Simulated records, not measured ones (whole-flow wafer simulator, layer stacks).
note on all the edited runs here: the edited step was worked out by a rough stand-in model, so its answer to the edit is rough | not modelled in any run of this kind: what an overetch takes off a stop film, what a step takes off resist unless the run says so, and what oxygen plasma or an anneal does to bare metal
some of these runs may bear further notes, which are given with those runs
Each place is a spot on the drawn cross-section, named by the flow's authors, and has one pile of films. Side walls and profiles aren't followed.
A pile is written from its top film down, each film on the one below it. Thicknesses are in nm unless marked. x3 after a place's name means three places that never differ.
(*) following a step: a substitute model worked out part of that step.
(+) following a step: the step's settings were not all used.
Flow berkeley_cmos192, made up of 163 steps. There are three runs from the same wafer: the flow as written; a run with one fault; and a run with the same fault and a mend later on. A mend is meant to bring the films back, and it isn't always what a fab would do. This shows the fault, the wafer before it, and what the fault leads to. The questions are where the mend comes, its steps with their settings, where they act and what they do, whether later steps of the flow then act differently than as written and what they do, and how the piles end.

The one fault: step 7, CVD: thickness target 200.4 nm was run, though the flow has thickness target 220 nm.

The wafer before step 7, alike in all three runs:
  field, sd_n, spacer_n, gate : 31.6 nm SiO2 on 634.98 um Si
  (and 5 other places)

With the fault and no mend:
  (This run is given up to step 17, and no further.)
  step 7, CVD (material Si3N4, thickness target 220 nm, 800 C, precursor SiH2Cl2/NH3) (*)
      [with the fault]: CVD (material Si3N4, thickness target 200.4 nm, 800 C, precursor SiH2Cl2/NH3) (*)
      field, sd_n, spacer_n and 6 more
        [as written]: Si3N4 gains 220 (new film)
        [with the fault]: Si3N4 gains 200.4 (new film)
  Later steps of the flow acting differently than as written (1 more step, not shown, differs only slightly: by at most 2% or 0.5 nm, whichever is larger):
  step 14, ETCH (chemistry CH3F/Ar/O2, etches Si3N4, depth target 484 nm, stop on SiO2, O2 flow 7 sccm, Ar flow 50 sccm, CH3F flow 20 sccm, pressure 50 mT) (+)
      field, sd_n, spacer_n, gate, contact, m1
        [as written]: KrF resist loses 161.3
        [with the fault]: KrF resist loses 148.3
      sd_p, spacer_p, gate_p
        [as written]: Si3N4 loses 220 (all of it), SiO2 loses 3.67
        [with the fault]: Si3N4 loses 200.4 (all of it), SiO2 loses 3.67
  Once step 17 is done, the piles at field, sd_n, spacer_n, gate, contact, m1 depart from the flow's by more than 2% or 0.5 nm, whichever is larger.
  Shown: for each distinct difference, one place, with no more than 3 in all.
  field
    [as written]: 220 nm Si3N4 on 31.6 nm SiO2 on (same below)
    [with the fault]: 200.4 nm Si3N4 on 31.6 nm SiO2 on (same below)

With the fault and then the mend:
  The mend follows step 13.
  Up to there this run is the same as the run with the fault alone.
  step 13a, STRIP (150 s) (*) (+)
      field, sd_n, spacer_n, gate, contact, m1
        KrF resist loses 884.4 (all of it)
  step 13b, CLEAN (chemistry SC1/SC2) (*) (the flow's step 1, run once more)
      alters no film at any place that is followed
  step 13c, CVD (material Si3N4, thickness target 19.58 nm, 800 C, precursor SiH2Cl2/NH3) (*) (the flow's step 7, run once more with other settings)
      field, sd_n, spacer_n and 6 more
        Si3N4 gains 19.6
  step 13d, HMDS (the flow's step 8, run once more)
      alters no film at any place that is followed
  step 13e, COAT (KrF resist, thickness 900 nm) (the flow's step 9, run once more)
      field, sd_n, spacer_n and 6 more
        KrF resist gains 900 (new film)
  step 13f, SOFTBAKE (KrF resist) (the flow's step 10, run once more)
      alters no film at any place that is followed
  step 13g, EXPOSE (photomask NWELL, dose 25 mJ/cm2, NA 0.5, wavelength 248 nm) (*) (the flow's step 11, run once more)
      alters no film at any place that is followed
  step 13h, PEB (KrF resist, 130 C, 60 s) (the flow's step 12, run once more)
      field, sd_n, spacer_n and 6 more
        KrF resist loses 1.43
  step 13i, DEVELOP (KrF resist, thickness 900 nm, developer developer-D-0.26N, 45 s) (the flow's step 13, run once more)
      field, sd_n, spacer_n, gate, contact, m1
        KrF resist loses 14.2
      sd_p, spacer_p, gate_p
        KrF resist loses 898.6 (all of it)
  Every later step of the flow that is run acts as written at every place that is followed.
  At every place that both follow, the piles at the end match the flow's.
